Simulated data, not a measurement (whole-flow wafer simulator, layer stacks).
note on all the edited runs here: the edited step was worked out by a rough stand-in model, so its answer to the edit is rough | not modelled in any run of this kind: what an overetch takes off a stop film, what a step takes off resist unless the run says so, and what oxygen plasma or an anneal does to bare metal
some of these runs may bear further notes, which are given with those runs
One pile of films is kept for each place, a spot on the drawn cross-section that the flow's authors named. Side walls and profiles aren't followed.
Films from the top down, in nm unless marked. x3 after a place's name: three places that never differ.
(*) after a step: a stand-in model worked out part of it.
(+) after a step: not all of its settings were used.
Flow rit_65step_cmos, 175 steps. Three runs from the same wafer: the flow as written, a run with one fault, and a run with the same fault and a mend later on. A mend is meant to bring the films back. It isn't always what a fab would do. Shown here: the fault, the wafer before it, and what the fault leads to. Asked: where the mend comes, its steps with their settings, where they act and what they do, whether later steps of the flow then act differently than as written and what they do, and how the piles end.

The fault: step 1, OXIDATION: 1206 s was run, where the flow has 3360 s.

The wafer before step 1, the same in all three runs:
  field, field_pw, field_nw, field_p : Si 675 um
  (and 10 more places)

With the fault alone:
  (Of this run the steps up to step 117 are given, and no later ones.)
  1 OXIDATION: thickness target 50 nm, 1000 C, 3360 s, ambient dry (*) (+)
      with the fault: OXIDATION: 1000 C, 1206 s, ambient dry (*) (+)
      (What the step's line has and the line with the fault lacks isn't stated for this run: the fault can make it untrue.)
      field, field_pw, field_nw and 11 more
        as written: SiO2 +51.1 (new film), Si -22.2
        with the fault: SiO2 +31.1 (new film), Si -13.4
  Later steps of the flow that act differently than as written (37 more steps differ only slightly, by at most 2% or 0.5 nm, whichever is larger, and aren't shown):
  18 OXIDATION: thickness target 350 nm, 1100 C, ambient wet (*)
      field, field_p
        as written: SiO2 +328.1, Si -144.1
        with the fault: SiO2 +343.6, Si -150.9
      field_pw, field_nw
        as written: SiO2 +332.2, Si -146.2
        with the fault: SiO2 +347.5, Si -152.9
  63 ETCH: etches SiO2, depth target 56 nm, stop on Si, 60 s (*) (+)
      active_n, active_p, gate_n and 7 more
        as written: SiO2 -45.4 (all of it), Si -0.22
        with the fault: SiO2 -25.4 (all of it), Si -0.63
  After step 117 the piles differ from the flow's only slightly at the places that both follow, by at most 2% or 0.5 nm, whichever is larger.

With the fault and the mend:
  The mend comes after step 2.
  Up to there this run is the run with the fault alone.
  2a ETCH: depth target 36 nm, 21.5 C, 40 s
      field, field_pw, field_nw and 11 more
        SiO2 -31.1 (all of it)
  2b CLEAN: chemistry SC2, 75 C, 600 s
      field, field_pw, field_nw and 11 more
        chemical SiO2 +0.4 (new film), Si -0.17
  2c OXIDATION: 1000 C, 3360 s, ambient dry (*) (the flow's step 1 once more, with other settings)
      field, field_pw, field_nw and 11 more
        SiO2 +51 (new film), chemical SiO2 -0.4 (all of it), Si -22.3
  Later steps of the flow that act differently than as written (18 more steps differ only slightly, by at most 2% or 0.5 nm, whichever is larger, and aren't shown):
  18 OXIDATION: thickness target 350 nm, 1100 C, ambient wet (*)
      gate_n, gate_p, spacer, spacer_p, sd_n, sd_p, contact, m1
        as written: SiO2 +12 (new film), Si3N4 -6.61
        with the mend: SiO2 +12 (new film), Si3N4 -6.61, SiO2 +0.03
  At the end the piles differ from the flow's only slightly at the places that both follow, by at most 2% or 0.5 nm, whichever is larger.
